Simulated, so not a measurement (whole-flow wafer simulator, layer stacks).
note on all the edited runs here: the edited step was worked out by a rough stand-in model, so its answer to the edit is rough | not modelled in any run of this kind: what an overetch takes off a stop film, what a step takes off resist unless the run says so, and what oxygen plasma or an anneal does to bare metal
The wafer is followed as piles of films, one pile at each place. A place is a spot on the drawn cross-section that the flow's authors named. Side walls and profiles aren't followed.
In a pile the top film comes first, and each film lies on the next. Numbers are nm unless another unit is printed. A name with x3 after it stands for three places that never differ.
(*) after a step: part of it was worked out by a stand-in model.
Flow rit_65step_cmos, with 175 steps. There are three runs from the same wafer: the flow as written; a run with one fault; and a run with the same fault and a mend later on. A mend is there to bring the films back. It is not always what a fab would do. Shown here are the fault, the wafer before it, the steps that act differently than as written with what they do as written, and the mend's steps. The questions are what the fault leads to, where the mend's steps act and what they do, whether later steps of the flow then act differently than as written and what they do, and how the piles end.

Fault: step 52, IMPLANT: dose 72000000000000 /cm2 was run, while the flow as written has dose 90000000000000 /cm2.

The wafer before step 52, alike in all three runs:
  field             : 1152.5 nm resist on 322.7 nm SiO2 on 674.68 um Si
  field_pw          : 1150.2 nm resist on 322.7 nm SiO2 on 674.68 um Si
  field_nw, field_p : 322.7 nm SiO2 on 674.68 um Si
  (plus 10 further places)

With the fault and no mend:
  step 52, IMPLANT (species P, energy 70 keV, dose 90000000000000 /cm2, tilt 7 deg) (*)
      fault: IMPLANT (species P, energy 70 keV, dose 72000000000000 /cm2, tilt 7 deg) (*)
      acts as it does as written at every place that is followed
  Steps later in the flow that act otherwise than as written (36 more steps, not shown, differ only slightly: by at most 2% or 0.5 nm, whichever is larger):
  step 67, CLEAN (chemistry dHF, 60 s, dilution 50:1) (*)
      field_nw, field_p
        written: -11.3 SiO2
        fault: -10.4 SiO2
  The piles end only slightly different from the flow's at the places that both follow, by no more than 2% or 0.5 nm, whichever is larger.

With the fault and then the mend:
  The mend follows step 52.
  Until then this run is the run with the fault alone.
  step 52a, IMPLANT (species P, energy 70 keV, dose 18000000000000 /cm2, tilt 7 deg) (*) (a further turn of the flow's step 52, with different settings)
      does not change any film at any place that is followed
  Every later step of the flow that is run acts as written at every place that is followed.
  By the end, the piles equal the flow's at every place that both follow.
